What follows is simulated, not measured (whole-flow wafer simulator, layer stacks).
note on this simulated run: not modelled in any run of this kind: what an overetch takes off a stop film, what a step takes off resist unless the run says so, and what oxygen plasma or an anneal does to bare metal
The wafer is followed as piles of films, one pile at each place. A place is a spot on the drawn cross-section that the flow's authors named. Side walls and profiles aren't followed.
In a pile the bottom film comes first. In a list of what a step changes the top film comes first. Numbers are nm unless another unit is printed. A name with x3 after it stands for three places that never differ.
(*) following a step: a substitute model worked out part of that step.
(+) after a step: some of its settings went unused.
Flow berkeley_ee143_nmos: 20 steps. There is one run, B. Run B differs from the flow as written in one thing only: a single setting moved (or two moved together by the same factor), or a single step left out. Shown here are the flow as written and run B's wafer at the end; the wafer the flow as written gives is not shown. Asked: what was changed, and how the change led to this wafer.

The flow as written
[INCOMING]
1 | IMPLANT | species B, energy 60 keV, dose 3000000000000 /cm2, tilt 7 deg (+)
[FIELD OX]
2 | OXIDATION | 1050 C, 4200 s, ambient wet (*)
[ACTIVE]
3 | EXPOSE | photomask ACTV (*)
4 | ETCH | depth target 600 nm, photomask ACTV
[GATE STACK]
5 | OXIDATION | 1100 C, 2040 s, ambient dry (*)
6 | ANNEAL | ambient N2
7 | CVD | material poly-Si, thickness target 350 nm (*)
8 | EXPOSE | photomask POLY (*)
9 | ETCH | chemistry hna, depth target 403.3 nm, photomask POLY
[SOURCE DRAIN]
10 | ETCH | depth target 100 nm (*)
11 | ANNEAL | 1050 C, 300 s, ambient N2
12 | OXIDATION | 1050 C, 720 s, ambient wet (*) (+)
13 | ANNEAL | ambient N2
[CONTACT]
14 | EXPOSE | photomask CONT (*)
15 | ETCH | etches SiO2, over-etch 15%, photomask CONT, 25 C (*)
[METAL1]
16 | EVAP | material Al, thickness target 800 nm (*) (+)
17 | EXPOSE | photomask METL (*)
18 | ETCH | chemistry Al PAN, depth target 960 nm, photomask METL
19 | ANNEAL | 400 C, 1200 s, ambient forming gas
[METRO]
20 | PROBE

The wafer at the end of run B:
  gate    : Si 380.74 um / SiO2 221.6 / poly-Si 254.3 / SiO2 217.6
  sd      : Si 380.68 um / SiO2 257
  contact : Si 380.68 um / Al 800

Cause: step 4, ETCH: depth target 371 nm was run, while the flow as written has depth target 600 nm.

The path from the change to this, step by step:
  4 | ETCH | depth target 600 nm, photomask ACTV
      gate, sd, contact: SiO2 loses 371 (as written it would have been: SiO2 loses 566.4 (all of it))
  5 | OXIDATION | 1100 C, 2040 s, ambient dry (*)
      gate, sd, contact: SiO2 gains 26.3, Si loses 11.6 (as written it would have been: SiO2 gains 79.7 (new film), Si loses 35.1)
  10 | ETCH | depth target 100 nm (*)
      sd, contact: SiO2 loses 100 (as written it would have been: SiO2 loses 79.7 (all of it))
  12 | OXIDATION | 1050 C, 720 s, ambient wet (*) (+)
      sd, contact: SiO2 gains 135.4, Si loses 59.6 (as written it would have been: SiO2 gains 189.4 (new film), Si loses 83.4)
  15 | ETCH | etches SiO2, over-etch 15%, photomask CONT, 25 C (*)
      contact: SiO2 loses 257 (all of it) (as written it would have been: SiO2 loses 189.4 (all of it))
